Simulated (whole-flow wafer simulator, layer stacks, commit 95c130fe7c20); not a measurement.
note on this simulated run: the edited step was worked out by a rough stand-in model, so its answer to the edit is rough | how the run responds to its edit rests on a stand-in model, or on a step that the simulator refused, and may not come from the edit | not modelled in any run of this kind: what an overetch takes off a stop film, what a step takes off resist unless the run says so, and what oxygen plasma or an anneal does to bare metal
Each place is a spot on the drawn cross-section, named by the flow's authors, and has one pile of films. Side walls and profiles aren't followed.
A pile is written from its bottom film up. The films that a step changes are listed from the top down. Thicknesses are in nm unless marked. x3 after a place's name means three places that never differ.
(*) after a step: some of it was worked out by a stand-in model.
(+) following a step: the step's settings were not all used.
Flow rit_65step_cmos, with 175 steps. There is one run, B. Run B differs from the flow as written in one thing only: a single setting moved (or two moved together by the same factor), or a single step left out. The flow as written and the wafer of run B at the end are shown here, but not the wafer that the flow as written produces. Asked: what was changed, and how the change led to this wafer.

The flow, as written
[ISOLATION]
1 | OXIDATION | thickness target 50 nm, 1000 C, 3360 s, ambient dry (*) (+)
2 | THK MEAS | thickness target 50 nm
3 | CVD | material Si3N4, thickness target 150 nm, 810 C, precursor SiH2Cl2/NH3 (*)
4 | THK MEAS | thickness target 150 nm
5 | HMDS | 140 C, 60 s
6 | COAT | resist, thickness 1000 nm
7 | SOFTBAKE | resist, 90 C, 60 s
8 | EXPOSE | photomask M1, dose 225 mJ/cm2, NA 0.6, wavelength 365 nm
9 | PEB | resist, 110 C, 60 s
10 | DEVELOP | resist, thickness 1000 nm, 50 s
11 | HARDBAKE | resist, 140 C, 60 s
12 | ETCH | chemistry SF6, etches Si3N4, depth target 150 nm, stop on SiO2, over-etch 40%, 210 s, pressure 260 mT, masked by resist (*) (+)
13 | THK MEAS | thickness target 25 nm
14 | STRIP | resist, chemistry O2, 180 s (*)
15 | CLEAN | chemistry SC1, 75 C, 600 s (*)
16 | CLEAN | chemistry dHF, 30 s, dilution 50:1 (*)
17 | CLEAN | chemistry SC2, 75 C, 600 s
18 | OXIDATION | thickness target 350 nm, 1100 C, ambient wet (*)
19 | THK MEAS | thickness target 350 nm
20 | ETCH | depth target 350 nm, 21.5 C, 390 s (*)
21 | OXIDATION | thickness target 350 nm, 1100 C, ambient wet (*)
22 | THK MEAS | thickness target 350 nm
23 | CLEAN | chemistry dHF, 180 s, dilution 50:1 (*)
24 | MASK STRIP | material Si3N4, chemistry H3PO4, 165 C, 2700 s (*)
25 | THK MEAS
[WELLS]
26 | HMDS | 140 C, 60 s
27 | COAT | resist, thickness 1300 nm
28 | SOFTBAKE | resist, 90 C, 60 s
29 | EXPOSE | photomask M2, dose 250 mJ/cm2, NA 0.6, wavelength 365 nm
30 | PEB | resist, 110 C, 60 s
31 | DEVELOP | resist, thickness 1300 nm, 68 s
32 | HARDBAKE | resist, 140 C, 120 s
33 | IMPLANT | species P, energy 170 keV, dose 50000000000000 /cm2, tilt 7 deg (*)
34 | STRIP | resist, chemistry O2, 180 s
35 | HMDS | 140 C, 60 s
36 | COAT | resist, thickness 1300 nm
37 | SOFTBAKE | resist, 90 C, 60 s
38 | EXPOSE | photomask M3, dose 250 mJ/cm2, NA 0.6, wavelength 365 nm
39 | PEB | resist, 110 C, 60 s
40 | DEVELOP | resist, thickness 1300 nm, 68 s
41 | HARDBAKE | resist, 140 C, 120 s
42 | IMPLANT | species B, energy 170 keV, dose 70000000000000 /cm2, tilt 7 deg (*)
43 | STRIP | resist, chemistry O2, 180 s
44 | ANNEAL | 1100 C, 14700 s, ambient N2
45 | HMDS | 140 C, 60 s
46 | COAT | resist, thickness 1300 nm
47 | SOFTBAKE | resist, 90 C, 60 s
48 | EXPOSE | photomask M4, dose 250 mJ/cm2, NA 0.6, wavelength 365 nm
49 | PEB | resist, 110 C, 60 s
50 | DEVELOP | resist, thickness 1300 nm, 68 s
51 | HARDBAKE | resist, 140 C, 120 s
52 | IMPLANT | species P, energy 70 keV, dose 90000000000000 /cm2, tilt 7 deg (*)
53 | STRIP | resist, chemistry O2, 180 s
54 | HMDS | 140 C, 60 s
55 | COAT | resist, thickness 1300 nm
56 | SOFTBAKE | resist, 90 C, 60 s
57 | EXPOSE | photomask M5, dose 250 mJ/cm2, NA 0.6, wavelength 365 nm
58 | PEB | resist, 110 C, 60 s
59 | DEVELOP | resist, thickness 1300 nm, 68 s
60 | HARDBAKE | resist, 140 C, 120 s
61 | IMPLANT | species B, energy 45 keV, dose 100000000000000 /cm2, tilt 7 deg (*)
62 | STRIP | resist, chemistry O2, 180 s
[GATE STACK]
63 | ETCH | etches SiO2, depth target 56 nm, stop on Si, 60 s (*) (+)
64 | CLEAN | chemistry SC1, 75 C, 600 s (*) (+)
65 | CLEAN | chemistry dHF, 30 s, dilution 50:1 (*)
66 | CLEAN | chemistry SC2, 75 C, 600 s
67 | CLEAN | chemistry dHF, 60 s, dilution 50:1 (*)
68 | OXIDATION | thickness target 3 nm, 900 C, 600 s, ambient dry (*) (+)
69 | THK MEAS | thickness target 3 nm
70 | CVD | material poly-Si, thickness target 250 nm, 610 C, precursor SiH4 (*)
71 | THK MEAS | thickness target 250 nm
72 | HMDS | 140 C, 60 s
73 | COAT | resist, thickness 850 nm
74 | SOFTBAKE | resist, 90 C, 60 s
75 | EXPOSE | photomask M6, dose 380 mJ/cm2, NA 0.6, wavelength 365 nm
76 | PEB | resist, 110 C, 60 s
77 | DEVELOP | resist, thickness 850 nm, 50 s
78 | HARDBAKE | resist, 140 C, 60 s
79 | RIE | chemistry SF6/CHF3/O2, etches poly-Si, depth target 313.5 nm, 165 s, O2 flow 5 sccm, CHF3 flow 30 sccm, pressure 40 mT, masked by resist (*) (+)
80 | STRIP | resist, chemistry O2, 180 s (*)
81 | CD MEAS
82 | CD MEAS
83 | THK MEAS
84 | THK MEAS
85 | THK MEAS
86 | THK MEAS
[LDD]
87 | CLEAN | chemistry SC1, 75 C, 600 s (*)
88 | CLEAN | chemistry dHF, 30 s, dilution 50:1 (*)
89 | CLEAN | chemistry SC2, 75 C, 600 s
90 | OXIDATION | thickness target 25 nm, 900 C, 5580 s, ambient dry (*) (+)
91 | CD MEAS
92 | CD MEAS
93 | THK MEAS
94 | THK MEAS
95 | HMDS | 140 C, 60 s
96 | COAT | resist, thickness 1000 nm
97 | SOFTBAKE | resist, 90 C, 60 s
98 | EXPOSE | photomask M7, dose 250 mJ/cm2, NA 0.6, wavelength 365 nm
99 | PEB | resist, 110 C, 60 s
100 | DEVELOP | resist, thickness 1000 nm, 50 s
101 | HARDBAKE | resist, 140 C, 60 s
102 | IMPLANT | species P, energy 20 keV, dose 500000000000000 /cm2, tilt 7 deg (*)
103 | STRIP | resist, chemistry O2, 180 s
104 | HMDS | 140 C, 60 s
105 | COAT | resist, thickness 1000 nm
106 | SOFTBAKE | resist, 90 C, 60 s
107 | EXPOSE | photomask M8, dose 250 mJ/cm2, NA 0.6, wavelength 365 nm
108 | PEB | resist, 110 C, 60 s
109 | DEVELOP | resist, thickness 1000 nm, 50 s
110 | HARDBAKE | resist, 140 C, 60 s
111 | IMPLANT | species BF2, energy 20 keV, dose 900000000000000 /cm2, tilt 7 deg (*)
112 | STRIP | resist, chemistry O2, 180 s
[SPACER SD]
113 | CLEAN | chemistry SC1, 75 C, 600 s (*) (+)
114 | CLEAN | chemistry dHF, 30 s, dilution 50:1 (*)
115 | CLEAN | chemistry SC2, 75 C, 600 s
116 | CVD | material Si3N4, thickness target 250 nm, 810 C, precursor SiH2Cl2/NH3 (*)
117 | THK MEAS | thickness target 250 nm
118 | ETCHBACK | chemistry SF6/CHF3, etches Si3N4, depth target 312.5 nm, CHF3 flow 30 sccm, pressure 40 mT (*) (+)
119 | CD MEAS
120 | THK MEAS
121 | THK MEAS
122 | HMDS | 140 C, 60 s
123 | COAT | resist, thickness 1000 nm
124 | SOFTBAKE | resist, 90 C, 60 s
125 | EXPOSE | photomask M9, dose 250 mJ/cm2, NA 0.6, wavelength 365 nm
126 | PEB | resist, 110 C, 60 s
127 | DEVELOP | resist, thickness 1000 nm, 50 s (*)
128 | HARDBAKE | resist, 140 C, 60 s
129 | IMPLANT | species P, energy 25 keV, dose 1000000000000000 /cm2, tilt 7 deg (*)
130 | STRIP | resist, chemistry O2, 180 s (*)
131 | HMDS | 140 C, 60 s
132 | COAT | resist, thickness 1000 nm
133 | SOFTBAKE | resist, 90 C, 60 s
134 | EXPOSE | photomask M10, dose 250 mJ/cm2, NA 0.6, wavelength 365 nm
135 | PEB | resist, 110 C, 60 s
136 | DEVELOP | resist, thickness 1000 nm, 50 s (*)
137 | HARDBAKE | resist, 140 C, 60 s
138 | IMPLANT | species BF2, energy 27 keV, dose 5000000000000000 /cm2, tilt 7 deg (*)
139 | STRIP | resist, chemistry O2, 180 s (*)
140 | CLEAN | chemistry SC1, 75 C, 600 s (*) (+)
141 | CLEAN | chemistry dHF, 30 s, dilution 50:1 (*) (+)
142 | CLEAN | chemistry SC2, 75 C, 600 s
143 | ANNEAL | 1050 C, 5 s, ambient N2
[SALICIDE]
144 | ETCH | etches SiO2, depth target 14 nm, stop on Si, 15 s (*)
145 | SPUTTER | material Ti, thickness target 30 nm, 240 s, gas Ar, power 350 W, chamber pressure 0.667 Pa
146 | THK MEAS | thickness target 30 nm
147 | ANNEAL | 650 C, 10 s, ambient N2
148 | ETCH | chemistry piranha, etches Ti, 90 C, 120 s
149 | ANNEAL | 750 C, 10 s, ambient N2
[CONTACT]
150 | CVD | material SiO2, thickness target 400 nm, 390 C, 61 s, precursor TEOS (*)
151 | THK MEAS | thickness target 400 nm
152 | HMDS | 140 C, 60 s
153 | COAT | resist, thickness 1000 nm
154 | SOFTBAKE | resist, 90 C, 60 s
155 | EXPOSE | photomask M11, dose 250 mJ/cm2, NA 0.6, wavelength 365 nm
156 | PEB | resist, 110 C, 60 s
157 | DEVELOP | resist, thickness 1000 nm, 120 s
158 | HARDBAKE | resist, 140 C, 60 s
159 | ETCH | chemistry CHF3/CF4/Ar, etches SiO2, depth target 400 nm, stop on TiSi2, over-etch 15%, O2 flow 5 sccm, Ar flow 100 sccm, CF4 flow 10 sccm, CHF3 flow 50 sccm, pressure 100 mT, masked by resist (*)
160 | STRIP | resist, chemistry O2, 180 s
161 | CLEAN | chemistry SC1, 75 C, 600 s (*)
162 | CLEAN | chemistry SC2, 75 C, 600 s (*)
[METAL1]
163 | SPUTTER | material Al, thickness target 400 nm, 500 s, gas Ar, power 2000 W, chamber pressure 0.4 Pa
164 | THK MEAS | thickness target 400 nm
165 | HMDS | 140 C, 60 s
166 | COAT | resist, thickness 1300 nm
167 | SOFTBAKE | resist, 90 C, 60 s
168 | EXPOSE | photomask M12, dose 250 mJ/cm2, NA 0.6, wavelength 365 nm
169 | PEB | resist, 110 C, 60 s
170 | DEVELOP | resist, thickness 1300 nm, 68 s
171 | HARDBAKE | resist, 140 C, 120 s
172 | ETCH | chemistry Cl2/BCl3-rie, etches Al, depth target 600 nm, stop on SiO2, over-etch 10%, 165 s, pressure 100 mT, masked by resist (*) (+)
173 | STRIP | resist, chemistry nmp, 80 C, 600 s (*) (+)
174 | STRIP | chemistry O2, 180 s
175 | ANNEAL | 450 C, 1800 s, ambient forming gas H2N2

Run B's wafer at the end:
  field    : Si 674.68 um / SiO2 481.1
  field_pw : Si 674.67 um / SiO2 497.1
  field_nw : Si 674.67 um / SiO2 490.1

Cause: step 116, CVD: thickness target 200 nm was run, though the flow has thickness target 250 nm.

Step by step, how the change led to this:
  116 | CVD | material Si3N4, thickness target 250 nm, 810 C, precursor SiH2Cl2/NH3 (*)
      field, field_pw, field_nw and 11 more: +200 Si3N4 (new film) (as written it would have been: +250 Si3N4 (new film))
  118 | ETCHBACK | chemistry SF6/CHF3, etches Si3N4, depth target 312.5 nm, CHF3 flow 30 sccm, pressure 40 mT (*) (+)
      field, field_pw, field_nw, field_p: -200 Si3N4 (all of it), -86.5 SiO2 (as written it would have been: -250 Si3N4 (all of it), -48.1 SiO2)
      gate_n: -200 Si3N4 (all of it), -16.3 SiO2 (all of it), -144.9 poly-Si (as written it would have been: -250 Si3N4 (all of it), -16.3 SiO2 (all of it), -65.5 poly-Si)
      (also at 1 further place)
  123 | COAT | resist, thickness 1000 nm
      field: +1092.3 resist (new film) (as written it would have been: +1066.4 resist (new film))
      field_p: +1099.1 resist (new film) (as written it would have been: +1073.5 resist (new film))
      (also at 4 further places)
  126 | PEB | resist, 110 C, 60 s
      gate_n, gate_p: -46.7 resist (as written it would have been: -43.1 resist)
      field: -57 resist (as written it would have been: -55.6 resist)
      (also at 3 further places)
  127 | DEVELOP | resist, thickness 1000 nm, 50 s (*)
      field: -1035.3 resist (all of it) (as written it would have been: -1010.9 resist (all of it))
      gate_n: -855.1 resist (all of it) (as written it would have been: -791.9 resist (all of it))
      (also at 1 further place)
  128 | HARDBAKE | resist, 140 C, 60 s
      field_pw: -68 resist (as written it would have been: -66.4 resist)
      field_p: -70.6 resist (as written it would have been: -68.8 resist)
      (also at 2 further places)
  130 | STRIP | resist, chemistry O2, 180 s (*)
      field_p: -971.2 resist (all of it) (as written it would have been: -948.8 resist (all of it))
      gate_p: +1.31 chemical SiO2 (new film), -799.5 resist (all of it), -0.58 poly-Si (as written it would have been: +1.31 chemical SiO2 (new film), -741.1 resist (all of it), -0.58 poly-Si)
      (also at 1 further place)
  132 | COAT | resist, thickness 1000 nm
      field: +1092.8 resist (new film) (as written it would have been: +1067 resist (new film))
      field_p: +1099.6 resist (new film) (as written it would have been: +1074 resist (new film))
      (also at 4 further places)
  135 | PEB | resist, 110 C, 60 s
      spacer, spacer_p: -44 resist (as written it would have been: -42 resist)
      field: -57 resist (as written it would have been: -55.6 resist)
      (also at 3 further places)
  136 | DEVELOP | resist, thickness 1000 nm, 50 s (*)
      field_p: -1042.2 resist (all of it) (as written it would have been: -1018 resist (all of it))
      gate_p: -856 resist (all of it) (as written it would have been: -792.8 resist (all of it))
      (also at 1 further place)
  137 | HARDBAKE | resist, 140 C, 60 s
      field: -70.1 resist (as written it would have been: -68.3 resist)
      field_pw: -68.1 resist (as written it would have been: -66.4 resist)
      (also at 3 further places)
  139 | STRIP | resist, chemistry O2, 180 s (*)
      field: -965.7 resist (all of it) (as written it would have been: -943.1 resist (all of it))
      gate_n: -798.4 resist (all of it), +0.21 chemical SiO2, -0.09 poly-Si (as written it would have been: -740 resist (all of it), +0.21 chemical SiO2, -0.09 poly-Si)
      (also at 1 further place)
  145 | SPUTTER | material Ti, thickness target 30 nm, 240 s, gas Ar, power 350 W, chamber pressure 0.667 Pa
      gate_n: +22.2 Ti (new film) (as written it would have been: +27.3 Ti (new film))
      gate_p: +22.1 Ti (new film) (as written it would have been: +27.2 Ti (new film))
  147 | ANNEAL | 650 C, 10 s, ambient N2
      gate_n: -17.3 Ti, +44 TiSi2 C49 (new film), -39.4 poly-Si (as written it would have been: -21.3 Ti, +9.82 TiSi first (new film), +39.5 TiSi2 C49 (new film), -41.9 poly-Si)
      gate_p: -17.2 Ti, +43.8 TiSi2 C49 (new film), -39.2 poly-Si (as written it would have been: -21.2 Ti, +9.56 TiSi first (new film), +39.6 TiSi2 C49 (new film), -41.9 poly-Si)
  148 | ETCH | chemistry piranha, etches Ti, 90 C, 120 s
      gate_n: -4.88 Ti (all of it), -0.11 TiSi2 C49 (as written it would have been: -6 Ti (all of it), -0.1 TiSi first)
      gate_p: -4.86 Ti (all of it), -0.11 TiSi2 C49 (as written it would have been: -5.97 Ti (all of it), -0.1 TiSi first)
  149 | ANNEAL | 750 C, 10 s, ambient N2
      gate_n: +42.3 TiSi2 (new film), -43.9 TiSi2 C49 (all of it) (as written it would have been: +50.8 TiSi2 (new film), -9.72 TiSi first (all of it), -39.5 TiSi2 C49 (all of it), -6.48 poly-Si)
      gate_p: +42.2 TiSi2 (new film), -43.7 TiSi2 C49 (all of it) (as written it would have been: +50.6 TiSi2 (new film), -9.46 TiSi first (all of it), -39.6 TiSi2 C49 (all of it), -6.31 poly-Si)
  ... another 7 steps ...
  170 | DEVELOP | resist, thickness 1300 nm, 68 s
      field: -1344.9 resist (all of it) (as written it would have been: -1316.6 resist (all of it))
      field_p: -1352.3 resist (all of it) (as written it would have been: -1324.1 resist (all of it))
      (also at 4 further places)
